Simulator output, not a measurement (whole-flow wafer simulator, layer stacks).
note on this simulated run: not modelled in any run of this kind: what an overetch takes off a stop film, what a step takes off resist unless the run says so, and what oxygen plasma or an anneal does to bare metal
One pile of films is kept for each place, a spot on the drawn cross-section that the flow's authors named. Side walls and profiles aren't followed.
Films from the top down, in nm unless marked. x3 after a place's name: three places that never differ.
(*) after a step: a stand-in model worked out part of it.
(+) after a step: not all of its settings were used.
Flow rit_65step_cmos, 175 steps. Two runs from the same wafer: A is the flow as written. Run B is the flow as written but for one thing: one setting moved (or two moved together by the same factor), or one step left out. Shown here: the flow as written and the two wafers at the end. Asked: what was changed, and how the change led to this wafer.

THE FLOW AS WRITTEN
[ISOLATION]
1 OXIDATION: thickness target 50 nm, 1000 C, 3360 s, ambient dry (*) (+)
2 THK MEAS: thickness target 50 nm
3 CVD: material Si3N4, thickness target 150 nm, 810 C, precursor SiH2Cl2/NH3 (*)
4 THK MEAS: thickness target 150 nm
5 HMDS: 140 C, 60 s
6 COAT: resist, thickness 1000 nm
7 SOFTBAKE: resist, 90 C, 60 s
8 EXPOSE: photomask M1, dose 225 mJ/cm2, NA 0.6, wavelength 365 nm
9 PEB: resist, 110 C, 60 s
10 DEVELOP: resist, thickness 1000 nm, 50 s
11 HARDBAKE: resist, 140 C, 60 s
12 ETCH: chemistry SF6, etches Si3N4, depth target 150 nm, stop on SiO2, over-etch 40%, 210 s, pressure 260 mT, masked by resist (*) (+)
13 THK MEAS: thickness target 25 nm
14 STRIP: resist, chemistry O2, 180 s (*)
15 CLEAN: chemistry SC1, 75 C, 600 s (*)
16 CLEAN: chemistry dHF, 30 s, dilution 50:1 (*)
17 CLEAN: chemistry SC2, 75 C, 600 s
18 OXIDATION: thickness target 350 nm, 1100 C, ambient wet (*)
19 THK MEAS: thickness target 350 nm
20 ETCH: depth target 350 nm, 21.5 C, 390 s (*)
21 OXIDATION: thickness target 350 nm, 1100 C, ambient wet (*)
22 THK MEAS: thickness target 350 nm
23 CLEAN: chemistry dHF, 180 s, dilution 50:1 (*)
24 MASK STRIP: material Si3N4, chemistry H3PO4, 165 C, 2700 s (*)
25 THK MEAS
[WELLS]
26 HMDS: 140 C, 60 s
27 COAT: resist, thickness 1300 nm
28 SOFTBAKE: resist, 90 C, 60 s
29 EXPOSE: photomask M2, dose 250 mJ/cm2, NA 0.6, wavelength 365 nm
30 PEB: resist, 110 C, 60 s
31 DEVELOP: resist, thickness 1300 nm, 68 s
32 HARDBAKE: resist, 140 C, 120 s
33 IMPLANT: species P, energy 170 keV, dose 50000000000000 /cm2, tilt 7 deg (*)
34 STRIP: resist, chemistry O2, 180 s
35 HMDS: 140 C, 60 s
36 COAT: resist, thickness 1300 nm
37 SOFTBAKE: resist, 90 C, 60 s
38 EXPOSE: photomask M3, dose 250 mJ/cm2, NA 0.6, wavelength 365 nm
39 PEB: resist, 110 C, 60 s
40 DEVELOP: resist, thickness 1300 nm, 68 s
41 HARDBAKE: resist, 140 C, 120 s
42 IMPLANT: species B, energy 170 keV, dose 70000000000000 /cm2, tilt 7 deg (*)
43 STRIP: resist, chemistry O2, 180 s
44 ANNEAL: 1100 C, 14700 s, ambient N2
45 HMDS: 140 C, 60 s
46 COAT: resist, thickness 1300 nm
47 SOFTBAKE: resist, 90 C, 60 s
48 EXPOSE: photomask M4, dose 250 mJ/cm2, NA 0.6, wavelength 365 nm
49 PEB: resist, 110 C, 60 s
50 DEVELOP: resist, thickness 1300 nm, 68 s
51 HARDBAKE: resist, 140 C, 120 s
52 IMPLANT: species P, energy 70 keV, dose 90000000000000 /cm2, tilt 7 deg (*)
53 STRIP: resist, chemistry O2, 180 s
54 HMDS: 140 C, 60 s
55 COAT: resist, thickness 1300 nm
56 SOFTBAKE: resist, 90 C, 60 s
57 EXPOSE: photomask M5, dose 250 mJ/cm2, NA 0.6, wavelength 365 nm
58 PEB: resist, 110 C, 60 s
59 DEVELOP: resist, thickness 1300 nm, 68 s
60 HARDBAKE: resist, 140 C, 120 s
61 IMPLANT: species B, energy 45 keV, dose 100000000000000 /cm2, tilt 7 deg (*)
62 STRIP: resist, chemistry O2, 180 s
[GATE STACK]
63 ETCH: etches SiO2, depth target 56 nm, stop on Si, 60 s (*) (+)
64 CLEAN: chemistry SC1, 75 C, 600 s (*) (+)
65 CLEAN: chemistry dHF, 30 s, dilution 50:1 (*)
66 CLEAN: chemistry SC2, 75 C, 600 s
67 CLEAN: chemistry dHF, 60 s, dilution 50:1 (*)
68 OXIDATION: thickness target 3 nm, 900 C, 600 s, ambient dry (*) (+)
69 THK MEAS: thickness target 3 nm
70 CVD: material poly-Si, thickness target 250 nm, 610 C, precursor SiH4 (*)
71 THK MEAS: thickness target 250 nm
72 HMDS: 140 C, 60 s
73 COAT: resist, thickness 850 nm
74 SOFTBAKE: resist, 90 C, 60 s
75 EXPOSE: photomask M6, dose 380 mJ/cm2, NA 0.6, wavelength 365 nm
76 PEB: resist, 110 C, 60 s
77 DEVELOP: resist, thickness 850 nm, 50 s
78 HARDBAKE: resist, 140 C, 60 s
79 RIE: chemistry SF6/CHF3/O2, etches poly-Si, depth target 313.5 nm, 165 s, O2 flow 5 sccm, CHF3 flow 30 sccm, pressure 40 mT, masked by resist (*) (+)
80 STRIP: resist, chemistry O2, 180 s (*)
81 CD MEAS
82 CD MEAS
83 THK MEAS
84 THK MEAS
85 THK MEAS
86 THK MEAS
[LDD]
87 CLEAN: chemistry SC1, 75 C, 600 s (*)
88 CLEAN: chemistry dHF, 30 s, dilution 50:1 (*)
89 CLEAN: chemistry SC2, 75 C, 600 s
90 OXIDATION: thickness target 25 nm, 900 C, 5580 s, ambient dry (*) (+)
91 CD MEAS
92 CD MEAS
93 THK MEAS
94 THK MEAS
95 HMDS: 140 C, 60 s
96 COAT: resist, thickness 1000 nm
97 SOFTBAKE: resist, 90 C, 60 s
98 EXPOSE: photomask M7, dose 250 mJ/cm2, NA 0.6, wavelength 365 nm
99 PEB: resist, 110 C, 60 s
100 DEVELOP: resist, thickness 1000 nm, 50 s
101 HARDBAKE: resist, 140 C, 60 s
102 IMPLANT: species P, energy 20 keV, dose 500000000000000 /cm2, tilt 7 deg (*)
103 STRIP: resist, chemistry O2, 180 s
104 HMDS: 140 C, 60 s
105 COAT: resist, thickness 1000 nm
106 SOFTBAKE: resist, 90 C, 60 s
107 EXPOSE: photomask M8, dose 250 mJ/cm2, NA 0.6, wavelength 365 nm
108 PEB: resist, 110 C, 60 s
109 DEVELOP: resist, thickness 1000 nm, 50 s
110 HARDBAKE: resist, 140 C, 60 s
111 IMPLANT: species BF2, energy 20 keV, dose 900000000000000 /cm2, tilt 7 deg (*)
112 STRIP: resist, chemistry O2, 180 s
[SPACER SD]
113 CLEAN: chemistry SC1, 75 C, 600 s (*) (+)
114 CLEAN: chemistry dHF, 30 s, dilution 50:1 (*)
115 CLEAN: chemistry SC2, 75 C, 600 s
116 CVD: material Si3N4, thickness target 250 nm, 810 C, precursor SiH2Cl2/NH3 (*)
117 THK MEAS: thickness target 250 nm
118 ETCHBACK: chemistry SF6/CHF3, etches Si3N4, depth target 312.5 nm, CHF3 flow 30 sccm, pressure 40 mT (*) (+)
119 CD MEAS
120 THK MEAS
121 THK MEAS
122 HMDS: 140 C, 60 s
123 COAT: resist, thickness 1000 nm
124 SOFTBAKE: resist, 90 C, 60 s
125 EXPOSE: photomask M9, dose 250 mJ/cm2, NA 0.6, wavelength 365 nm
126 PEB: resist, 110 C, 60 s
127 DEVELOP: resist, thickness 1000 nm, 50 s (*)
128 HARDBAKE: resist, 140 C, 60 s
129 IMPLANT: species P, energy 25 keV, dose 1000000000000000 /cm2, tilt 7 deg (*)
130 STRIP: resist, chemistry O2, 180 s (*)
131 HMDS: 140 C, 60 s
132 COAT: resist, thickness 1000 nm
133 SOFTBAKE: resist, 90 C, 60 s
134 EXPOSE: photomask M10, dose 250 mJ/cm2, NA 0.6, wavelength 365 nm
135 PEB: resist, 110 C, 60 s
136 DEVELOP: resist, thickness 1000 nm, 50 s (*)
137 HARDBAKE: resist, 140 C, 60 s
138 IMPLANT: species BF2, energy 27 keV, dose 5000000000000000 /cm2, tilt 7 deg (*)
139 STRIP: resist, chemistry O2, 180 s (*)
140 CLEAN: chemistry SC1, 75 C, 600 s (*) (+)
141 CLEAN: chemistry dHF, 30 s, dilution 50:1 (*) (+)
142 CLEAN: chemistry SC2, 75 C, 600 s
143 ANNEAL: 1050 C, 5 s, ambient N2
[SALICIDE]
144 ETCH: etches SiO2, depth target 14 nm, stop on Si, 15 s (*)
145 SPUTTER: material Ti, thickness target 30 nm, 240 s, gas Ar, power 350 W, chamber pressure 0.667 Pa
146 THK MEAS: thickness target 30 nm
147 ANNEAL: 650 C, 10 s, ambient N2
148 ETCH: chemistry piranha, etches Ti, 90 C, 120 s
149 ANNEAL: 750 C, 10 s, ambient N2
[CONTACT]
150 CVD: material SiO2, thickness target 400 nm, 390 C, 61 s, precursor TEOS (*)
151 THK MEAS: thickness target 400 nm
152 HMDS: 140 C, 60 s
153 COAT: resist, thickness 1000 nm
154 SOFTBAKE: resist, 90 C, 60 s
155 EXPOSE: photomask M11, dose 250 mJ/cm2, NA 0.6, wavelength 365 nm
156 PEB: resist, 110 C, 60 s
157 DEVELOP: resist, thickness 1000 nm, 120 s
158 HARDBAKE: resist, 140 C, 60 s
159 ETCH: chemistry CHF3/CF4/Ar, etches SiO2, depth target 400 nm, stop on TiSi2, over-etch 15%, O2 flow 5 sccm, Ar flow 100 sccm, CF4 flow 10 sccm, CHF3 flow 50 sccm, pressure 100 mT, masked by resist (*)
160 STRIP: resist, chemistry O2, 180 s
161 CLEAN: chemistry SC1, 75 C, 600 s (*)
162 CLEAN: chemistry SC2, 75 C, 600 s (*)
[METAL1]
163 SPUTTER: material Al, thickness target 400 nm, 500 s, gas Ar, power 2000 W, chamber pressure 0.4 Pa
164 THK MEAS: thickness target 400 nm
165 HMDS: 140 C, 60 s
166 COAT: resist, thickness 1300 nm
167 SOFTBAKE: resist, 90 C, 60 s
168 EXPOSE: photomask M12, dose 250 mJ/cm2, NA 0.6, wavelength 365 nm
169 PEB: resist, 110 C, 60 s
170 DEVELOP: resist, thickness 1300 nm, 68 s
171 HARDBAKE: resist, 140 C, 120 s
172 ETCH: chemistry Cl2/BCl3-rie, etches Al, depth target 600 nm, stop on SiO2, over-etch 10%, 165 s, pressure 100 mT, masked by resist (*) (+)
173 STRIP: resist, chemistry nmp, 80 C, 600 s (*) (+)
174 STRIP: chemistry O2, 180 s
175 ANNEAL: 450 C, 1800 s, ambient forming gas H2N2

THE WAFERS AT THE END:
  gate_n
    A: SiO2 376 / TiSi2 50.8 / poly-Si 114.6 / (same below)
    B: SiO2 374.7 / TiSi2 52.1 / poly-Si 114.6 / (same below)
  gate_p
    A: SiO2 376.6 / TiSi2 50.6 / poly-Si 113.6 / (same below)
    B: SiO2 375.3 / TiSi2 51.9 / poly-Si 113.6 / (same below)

The cause: step 149, ANNEAL: 5 s was run, where the flow has 10 s.

How the change led to this, step by step:
  149 ANNEAL: 750 C, 10 s, ambient N2
      gate_n: A TiSi2 +50.8 (new film), TiSi first -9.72 (all of it), TiSi2 C49 -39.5 (all of it), poly-Si -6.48 | B TiSi2 +52.1 (new film), TiSi first -9.72 (all of it), TiSi2 C49 -39.5 (all of it), poly-Si -6.48
      gate_p: A TiSi2 +50.6 (new film), TiSi first -9.46 (all of it), TiSi2 C49 -39.6 (all of it), poly-Si -6.31 | B TiSi2 +51.9 (new film), TiSi first -9.46 (all of it), TiSi2 C49 -39.6 (all of it), poly-Si -6.31
